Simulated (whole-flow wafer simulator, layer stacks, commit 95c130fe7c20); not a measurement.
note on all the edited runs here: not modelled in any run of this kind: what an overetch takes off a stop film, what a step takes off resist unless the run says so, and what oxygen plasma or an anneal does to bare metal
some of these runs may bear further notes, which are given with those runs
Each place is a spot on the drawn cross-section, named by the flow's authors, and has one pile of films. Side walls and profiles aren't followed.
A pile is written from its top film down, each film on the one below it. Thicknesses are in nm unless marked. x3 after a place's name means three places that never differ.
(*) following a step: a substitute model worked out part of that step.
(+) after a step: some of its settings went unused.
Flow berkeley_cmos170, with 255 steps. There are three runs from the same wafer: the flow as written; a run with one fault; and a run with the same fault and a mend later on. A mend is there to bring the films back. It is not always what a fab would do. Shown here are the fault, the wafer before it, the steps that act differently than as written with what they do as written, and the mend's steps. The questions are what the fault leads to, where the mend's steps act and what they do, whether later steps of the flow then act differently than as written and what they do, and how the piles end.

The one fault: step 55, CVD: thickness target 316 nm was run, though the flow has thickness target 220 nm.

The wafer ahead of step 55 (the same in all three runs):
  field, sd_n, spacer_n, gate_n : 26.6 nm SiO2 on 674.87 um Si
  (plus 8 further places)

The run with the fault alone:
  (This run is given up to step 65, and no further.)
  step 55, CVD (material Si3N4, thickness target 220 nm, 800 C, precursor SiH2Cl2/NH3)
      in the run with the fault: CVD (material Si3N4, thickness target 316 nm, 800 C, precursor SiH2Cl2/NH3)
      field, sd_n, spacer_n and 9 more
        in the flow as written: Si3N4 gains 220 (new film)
        in the run with the fault: Si3N4 gains 316 (new film)
  Steps further on in the flow that do not act as written:
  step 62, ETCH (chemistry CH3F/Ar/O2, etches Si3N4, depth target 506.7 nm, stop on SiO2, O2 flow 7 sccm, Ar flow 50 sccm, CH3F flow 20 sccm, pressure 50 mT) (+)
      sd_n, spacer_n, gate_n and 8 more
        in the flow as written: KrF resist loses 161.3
        in the run with the fault: KrF resist loses 225.3
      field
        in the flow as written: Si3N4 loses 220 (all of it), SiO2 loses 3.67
        in the run with the fault: Si3N4 loses 316 (all of it), SiO2 loses 3.67
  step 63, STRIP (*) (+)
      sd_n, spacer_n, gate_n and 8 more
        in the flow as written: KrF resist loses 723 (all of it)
        in the run with the fault: KrF resist loses 659 (all of it)
  Once step 65 is done, the piles at sd_n, spacer_n, gate_n and 8 more depart from the flow's by more than 2% or 0.5 nm, whichever is larger.
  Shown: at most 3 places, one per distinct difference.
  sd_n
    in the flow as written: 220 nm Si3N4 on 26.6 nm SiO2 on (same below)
    in the run with the fault: 316 nm Si3N4 on 26.6 nm SiO2 on (same below)

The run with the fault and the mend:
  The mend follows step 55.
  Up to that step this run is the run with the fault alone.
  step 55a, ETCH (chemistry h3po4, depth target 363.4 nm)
      field, sd_n, spacer_n and 9 more
        Si3N4 loses 316 (all of it)
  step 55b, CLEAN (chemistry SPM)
      leaves every film unchanged at each place that is followed
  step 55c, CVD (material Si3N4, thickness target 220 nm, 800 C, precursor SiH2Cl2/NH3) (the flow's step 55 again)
      field, sd_n, spacer_n and 9 more
        Si3N4 gains 220 (new film)
  Every later step of the flow that is run acts as written at every place that is followed.
  At every place that both follow, the piles at the end match the flow's.
